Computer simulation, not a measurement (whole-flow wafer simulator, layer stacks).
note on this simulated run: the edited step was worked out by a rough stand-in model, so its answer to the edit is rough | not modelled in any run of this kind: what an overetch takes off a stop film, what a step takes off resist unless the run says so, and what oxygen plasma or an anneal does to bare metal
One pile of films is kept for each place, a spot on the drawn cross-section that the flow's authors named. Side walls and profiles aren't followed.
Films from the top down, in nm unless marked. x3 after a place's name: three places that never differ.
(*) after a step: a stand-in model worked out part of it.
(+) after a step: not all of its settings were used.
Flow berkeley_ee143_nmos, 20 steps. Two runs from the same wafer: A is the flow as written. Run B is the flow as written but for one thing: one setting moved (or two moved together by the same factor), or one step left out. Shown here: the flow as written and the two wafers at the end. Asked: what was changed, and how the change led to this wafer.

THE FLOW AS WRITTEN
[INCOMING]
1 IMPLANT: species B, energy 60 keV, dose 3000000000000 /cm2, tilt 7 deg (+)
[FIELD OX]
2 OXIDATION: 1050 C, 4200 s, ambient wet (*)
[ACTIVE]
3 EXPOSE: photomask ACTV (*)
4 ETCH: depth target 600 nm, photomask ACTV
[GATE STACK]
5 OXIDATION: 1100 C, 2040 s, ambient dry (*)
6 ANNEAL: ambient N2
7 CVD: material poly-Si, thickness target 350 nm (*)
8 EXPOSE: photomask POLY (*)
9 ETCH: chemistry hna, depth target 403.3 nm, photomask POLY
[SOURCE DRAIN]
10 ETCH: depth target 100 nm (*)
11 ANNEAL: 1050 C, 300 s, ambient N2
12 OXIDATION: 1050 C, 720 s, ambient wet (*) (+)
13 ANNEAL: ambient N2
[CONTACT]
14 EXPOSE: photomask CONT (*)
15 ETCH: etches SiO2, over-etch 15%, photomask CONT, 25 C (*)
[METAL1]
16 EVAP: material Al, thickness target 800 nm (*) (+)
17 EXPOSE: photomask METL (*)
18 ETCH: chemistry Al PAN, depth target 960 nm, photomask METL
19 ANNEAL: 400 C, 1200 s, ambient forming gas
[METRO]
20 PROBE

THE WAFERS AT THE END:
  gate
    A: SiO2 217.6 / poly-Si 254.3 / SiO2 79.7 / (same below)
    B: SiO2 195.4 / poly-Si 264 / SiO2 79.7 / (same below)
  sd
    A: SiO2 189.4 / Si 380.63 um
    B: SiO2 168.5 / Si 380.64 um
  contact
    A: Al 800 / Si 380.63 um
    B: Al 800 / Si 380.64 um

The cause: step 12, OXIDATION: 612 s was run, where the flow has 720 s.

How the change led to this, step by step:
  12 OXIDATION: 1050 C, 720 s, ambient wet (*) (+)
      sd, contact: A SiO2 +189.4 (new film), Si -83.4 | B SiO2 +168.5 (new film), Si -74.1
      gate: A SiO2 +217.6 (new film), poly-Si -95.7 | B SiO2 +195.4 (new film), poly-Si -86
      (and at 1 more place)
  15 ETCH: etches SiO2, over-etch 15%, photomask CONT, 25 C (*)
      contact: A SiO2 -189.4 (all of it) | B SiO2 -168.5 (all of it)
